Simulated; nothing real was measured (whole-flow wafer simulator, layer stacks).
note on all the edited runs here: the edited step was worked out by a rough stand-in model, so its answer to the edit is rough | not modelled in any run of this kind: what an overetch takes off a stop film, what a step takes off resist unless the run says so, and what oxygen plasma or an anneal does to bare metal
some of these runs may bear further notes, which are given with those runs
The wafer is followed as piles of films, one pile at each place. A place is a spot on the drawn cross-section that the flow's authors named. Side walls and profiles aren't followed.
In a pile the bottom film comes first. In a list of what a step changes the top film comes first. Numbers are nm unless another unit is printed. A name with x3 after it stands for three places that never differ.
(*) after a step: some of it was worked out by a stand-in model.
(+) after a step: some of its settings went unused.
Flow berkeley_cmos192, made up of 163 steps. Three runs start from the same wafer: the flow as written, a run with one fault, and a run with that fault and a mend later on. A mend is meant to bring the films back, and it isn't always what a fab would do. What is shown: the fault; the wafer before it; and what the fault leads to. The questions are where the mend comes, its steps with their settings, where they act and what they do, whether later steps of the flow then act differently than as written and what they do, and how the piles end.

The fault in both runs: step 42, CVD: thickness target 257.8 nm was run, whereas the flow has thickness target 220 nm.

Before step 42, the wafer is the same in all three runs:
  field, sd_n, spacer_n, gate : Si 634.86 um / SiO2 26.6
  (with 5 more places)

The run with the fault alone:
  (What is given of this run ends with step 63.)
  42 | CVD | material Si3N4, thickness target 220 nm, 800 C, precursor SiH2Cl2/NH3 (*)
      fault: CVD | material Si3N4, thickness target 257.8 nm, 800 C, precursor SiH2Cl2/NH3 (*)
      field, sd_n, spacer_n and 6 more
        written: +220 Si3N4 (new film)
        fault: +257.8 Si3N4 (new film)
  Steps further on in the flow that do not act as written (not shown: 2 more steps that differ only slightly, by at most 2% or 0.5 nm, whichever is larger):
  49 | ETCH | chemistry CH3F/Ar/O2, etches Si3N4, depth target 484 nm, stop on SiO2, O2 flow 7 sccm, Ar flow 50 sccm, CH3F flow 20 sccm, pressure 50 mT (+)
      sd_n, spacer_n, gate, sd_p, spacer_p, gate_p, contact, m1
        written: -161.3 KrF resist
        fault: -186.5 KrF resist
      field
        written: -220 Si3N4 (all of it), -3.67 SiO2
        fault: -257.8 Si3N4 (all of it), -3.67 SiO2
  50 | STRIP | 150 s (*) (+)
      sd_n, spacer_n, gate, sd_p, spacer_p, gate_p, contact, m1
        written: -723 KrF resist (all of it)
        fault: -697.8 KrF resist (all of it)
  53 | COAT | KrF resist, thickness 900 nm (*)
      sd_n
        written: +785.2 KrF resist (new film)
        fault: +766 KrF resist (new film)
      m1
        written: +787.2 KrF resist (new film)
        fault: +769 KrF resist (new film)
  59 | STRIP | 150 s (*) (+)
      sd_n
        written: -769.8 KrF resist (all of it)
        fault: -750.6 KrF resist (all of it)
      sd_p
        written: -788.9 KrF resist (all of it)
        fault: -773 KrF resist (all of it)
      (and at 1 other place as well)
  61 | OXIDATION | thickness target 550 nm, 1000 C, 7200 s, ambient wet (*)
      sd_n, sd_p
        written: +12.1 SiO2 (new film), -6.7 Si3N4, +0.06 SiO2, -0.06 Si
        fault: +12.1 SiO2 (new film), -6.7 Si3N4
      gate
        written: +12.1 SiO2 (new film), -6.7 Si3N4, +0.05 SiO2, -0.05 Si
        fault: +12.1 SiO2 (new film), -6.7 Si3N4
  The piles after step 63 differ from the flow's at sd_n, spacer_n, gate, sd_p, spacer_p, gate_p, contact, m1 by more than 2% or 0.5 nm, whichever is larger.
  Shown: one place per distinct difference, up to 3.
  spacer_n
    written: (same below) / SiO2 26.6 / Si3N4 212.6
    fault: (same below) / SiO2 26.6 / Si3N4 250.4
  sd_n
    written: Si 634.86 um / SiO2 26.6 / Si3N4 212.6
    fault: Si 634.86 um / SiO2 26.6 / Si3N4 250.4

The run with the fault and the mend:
  After step 42 comes the mend.
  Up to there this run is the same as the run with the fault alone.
  42a | ETCH | chemistry h3po4, depth target 296.5 nm
      field, sd_n, spacer_n and 6 more
        -257.8 Si3N4 (all of it)
  42b | CLEAN | chemistry SPM (the flow's step 34 again)
      does not change any film at any place that is followed
  42c | CVD | material Si3N4, thickness target 220 nm, 800 C, precursor SiH2Cl2/NH3 (*) (the flow's step 42 again)
      field, sd_n, spacer_n and 6 more
        +220 Si3N4 (new film)
  Later steps of the flow that are run all act as written at every place that is followed.
  By the end, the piles equal the flow's at every place that both follow.
